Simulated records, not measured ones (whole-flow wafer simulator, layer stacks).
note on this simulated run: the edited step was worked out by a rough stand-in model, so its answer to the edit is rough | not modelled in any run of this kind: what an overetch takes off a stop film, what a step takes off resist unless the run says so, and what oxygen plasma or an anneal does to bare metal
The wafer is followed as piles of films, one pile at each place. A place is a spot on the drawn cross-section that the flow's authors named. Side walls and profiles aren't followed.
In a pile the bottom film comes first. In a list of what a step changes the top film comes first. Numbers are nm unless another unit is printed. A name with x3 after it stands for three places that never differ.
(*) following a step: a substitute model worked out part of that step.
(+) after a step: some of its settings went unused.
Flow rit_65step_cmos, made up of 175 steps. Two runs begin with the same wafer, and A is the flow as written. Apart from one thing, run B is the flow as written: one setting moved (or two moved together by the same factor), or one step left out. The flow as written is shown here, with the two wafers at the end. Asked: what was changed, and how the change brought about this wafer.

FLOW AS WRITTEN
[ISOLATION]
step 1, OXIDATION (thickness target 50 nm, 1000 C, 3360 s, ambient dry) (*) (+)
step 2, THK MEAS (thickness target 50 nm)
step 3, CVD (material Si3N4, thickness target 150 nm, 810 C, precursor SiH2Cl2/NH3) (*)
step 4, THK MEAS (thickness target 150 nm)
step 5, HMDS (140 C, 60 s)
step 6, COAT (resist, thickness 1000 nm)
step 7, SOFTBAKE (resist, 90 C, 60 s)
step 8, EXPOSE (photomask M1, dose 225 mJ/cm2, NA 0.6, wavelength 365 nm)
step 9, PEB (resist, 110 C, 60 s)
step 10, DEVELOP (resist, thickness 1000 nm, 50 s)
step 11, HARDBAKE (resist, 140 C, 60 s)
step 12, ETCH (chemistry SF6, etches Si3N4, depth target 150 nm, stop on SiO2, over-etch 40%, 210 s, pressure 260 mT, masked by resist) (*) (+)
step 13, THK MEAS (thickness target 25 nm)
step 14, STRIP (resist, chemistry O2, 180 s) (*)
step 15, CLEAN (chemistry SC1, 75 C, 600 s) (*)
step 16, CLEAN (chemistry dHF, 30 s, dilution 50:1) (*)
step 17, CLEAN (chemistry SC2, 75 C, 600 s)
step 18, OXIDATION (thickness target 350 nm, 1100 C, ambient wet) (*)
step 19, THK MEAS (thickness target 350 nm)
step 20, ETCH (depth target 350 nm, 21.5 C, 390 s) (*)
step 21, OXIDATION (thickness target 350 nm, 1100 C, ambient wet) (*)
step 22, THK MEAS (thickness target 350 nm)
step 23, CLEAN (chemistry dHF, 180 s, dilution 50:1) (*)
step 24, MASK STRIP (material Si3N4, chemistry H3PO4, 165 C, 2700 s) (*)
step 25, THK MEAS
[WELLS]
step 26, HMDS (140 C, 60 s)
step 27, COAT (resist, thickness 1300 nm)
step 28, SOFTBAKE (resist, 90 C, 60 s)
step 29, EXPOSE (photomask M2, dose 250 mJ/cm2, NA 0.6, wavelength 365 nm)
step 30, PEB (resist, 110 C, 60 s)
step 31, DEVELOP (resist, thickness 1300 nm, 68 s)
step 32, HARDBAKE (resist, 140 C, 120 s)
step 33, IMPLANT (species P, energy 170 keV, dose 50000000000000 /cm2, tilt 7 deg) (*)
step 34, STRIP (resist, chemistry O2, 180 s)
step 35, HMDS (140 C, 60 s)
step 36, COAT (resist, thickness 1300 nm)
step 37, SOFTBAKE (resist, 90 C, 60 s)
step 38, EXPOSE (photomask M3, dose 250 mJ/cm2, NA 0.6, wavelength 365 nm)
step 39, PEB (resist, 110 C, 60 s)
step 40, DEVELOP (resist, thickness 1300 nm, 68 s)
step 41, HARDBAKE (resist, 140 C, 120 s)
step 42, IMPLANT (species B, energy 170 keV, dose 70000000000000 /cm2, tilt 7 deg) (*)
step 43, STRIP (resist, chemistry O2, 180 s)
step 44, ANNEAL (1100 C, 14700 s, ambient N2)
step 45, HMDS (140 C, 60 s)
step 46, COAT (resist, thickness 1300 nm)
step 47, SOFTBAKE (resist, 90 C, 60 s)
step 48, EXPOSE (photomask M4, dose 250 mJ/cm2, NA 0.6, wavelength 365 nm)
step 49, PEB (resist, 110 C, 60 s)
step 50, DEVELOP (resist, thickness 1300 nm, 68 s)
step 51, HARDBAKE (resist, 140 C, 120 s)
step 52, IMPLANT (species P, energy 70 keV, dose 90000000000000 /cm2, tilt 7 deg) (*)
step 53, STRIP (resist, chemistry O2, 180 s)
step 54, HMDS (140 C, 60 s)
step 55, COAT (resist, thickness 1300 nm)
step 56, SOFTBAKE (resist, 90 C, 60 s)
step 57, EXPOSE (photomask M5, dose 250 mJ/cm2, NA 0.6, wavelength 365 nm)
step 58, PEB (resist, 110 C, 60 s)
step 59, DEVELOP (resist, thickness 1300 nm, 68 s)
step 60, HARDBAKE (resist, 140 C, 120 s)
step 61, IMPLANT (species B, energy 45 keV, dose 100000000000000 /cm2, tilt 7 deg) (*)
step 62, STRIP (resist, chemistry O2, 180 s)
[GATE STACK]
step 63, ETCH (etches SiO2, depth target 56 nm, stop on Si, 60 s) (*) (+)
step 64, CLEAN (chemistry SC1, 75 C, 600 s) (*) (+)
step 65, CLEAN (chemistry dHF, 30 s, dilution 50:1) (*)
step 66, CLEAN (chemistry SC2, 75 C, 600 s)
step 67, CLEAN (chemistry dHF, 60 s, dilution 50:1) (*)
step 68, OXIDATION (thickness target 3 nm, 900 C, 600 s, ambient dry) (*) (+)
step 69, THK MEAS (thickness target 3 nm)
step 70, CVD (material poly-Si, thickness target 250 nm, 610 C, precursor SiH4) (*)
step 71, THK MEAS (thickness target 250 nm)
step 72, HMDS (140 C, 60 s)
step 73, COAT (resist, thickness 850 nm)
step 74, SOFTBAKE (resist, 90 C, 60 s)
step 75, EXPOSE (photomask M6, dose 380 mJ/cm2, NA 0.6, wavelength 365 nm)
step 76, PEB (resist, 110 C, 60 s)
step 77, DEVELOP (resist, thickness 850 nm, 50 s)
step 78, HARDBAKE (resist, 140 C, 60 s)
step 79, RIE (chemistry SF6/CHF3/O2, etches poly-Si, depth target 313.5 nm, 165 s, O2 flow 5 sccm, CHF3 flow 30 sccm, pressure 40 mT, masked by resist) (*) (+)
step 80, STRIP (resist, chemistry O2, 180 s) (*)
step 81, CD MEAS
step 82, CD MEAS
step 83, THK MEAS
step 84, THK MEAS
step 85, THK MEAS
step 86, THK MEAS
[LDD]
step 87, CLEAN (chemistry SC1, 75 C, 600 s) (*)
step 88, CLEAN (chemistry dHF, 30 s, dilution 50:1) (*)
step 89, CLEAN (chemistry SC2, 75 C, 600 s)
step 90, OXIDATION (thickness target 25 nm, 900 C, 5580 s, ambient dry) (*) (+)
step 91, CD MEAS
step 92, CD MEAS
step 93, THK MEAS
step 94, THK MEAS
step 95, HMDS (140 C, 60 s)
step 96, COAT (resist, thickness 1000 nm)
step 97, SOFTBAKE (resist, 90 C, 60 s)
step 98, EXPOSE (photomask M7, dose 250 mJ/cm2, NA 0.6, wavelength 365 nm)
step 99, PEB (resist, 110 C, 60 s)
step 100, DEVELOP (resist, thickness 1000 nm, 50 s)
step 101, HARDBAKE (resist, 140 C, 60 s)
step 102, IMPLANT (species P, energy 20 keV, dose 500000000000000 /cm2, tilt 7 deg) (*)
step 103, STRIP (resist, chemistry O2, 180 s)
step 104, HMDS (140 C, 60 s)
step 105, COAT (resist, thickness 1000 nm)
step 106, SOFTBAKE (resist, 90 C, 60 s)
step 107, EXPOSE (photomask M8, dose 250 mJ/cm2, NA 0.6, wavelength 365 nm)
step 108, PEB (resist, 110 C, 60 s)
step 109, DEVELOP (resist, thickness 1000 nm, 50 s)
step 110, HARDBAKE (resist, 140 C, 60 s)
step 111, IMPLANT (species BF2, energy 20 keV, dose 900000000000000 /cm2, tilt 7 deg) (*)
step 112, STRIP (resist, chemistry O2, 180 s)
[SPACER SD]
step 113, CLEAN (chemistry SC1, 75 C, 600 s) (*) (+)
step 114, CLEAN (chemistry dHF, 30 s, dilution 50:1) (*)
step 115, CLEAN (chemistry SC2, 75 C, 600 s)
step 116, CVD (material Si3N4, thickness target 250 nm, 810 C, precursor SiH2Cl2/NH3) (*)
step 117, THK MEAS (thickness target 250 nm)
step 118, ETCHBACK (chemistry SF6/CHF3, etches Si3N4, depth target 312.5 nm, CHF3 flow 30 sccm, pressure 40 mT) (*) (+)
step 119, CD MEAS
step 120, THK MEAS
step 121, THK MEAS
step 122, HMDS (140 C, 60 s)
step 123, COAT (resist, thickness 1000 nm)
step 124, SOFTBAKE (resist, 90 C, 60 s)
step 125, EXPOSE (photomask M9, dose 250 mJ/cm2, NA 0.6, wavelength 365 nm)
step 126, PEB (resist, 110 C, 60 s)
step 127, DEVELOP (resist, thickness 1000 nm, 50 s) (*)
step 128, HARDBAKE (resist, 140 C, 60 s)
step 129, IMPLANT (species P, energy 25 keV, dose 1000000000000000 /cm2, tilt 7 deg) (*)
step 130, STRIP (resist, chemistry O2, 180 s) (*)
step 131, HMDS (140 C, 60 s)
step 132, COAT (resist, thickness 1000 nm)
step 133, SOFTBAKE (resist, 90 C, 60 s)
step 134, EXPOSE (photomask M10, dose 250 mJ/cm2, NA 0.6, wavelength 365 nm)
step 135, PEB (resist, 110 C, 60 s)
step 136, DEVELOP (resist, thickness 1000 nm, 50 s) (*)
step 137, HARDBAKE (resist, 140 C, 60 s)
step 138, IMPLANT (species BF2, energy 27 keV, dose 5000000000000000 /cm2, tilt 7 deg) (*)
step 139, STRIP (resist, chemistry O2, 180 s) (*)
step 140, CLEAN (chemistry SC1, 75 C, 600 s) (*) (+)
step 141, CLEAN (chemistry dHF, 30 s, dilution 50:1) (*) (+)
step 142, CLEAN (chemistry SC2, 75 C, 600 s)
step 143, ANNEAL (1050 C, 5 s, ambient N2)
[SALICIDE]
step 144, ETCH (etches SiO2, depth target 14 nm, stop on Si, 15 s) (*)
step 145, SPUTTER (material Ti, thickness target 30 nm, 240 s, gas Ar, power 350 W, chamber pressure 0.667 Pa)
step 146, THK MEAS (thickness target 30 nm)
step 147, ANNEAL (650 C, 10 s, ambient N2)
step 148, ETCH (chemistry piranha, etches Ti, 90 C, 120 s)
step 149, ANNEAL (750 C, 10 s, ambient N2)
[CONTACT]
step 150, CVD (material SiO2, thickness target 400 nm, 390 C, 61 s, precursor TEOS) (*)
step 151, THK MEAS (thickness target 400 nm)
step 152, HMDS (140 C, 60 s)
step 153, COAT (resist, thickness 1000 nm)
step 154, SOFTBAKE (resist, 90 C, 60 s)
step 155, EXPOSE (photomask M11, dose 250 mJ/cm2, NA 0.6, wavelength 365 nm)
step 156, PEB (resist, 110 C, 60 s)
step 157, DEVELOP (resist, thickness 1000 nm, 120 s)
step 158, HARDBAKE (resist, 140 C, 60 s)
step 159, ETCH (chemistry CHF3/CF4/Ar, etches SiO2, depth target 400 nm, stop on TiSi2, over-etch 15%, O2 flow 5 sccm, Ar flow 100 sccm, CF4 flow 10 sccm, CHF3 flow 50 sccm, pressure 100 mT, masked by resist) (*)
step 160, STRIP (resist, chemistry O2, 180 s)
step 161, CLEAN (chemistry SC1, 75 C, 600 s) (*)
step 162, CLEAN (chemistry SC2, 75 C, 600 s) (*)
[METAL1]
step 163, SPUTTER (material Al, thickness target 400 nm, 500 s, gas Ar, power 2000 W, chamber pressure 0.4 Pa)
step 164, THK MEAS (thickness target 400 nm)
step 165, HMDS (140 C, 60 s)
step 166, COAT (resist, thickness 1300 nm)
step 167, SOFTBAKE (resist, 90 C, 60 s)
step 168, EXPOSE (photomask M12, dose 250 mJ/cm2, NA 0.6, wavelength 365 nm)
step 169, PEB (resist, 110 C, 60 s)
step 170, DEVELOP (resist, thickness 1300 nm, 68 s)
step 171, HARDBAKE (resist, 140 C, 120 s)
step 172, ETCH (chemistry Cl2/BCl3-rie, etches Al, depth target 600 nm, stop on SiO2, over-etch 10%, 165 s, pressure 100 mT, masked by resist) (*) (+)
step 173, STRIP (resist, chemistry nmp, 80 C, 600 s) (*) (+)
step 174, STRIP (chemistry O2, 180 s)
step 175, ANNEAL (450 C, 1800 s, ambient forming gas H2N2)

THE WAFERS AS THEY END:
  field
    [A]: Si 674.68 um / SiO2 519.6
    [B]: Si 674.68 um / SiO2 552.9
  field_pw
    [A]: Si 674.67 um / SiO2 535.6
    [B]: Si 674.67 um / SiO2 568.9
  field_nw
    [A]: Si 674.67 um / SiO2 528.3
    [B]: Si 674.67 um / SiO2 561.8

The reason: step 63, ETCH: 24 s was run, whereas the flow has 60 s.

The path from the change to this, step by step:
  step 63, ETCH (etches SiO2, depth target 56 nm, stop on Si, 60 s) (*) (+)
      active_n, active_p, gate_n and 7 more: A SiO2 loses 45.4 (all of it), Si loses 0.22 | B SiO2 loses 22.4
      field, field_pw, field_nw, field_p: A SiO2 loses 56 | B SiO2 loses 22.4
  step 64, CLEAN (chemistry SC1, 75 C, 600 s) (*) (+)
      active_n, active_p, gate_n and 7 more: A chemical SiO2 gains 0.6 (new film), Si loses 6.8 | B SiO2 loses 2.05
  step 65, CLEAN (chemistry dHF, 30 s, dilution 50:1) (*)
      active_n, gate_n, spacer, sd_n, contact, m1: A chemical SiO2 loses 0.6 (all of it) | B SiO2 loses 3.23
      active_p, gate_p, spacer_p, sd_p: A chemical SiO2 loses 0.6 (all of it) | B SiO2 loses 5.58
  step 67, CLEAN (chemistry dHF, 60 s, dilution 50:1) (*)
      active_n, gate_n, spacer, sd_n, contact, m1: A chemical SiO2 loses 0.4 (all of it) | B SiO2 loses 6.48
      active_p, gate_p, spacer_p, sd_p: A chemical SiO2 loses 0.4 (all of it) | B SiO2 loses 11.3
  step 68, OXIDATION (thickness target 3 nm, 900 C, 600 s, ambient dry) (*) (+)
      active_n, active_p, gate_n and 7 more: A SiO2 gains 7.17 (new film), Si loses 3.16 | B SiO2 gains 5.17, Si loses 2.28
  step 79, RIE (chemistry SF6/CHF3/O2, etches poly-Si, depth target 313.5 nm, 165 s, O2 flow 5 sccm, CHF3 flow 30 sccm, pressure 40 mT, masked by resist) (*) (+)
      active_n, spacer, sd_n, contact, m1: A poly-Si loses 250 (all of it), SiO2 loses 7.17 (all of it) | B poly-Si loses 250 (all of it), SiO2 loses 10.9
      spacer_p, sd_p: A poly-Si loses 250 (all of it), SiO2 loses 7.17 (all of it) | B poly-Si loses 250 (all of it), SiO2 loses 9.23 (all of it)
      (as well as at 1 more place)
  step 80, STRIP (resist, chemistry O2, 180 s) (*)
      active_n, spacer, sd_n, contact, m1: A chemical SiO2 gains 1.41 (new film), Si loses 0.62 | B nothing
  step 87, CLEAN (chemistry SC1, 75 C, 600 s) (*)
      active_n, spacer, sd_n, contact, m1: A chemical SiO2 loses 0.81, Si loses 3.7 | B SiO2 loses 2.05
  step 88, CLEAN (chemistry dHF, 30 s, dilution 50:1) (*)
      active_n, spacer, sd_n, contact, m1: A chemical SiO2 loses 0.6 (all of it) | B SiO2 loses 2.78
  step 90, OXIDATION (thickness target 25 nm, 900 C, 5580 s, ambient dry) (*) (+)
      active_n, spacer, sd_n, contact, m1: A SiO2 gains 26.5 (new film), chemical SiO2 loses 0.4 (all of it), Si loses 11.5 | B SiO2 gains 25.8, Si loses 11.3
      field, field_pw: A SiO2 gains 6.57, Si loses 2.89 | B SiO2 gains 6.02, Si loses 2.65
      (as well as at 2 more places)
  step 118, ETCHBACK (chemistry SF6/CHF3, etches Si3N4, depth target 312.5 nm, CHF3 flow 30 sccm, pressure 40 mT) (*) (+)
      spacer: A Si3N4 loses 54 | B Si3N4 loses 49.3
      spacer_p: A Si3N4 loses 54 | B Si3N4 loses 52
